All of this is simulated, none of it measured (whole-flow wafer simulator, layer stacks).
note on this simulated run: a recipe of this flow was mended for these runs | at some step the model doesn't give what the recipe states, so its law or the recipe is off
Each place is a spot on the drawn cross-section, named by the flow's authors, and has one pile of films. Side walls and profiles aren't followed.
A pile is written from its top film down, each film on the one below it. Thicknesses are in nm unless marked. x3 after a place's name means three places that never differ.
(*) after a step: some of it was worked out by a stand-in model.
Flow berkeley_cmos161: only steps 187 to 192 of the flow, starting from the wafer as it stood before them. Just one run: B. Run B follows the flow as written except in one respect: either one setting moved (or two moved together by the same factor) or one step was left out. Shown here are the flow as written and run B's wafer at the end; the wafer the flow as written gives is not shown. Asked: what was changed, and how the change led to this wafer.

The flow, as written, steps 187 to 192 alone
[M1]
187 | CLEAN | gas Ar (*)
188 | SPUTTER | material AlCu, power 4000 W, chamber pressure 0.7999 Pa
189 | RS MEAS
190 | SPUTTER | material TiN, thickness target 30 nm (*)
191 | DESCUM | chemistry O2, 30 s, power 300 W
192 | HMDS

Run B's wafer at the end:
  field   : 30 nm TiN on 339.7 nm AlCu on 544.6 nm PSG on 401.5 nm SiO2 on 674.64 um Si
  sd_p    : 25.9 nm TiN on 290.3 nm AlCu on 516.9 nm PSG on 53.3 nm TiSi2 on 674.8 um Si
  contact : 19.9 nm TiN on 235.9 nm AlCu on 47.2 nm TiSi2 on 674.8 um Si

What caused this: step 188, SPUTTER: power 4960 W was run, whereas the flow has power 4000 W.

How this came from the change, step by step:
  188 | SPUTTER | material AlCu, power 4000 W, chamber pressure 0.7999 Pa
      field, sd_n, spacer_n, gate_n, spacer_p, gate_p, m1: +339.7 AlCu (new film) (as written it would have been: +275.8 AlCu (new film))
      sd_p: +290.3 AlCu (new film) (as written it would have been: +235.4 AlCu (new film))
      (and at 1 other place as well)
  190 | SPUTTER | material TiN, thickness target 30 nm (*)
      contact: +19.9 TiN (new film) (as written it would have been: +20.6 TiN (new film))
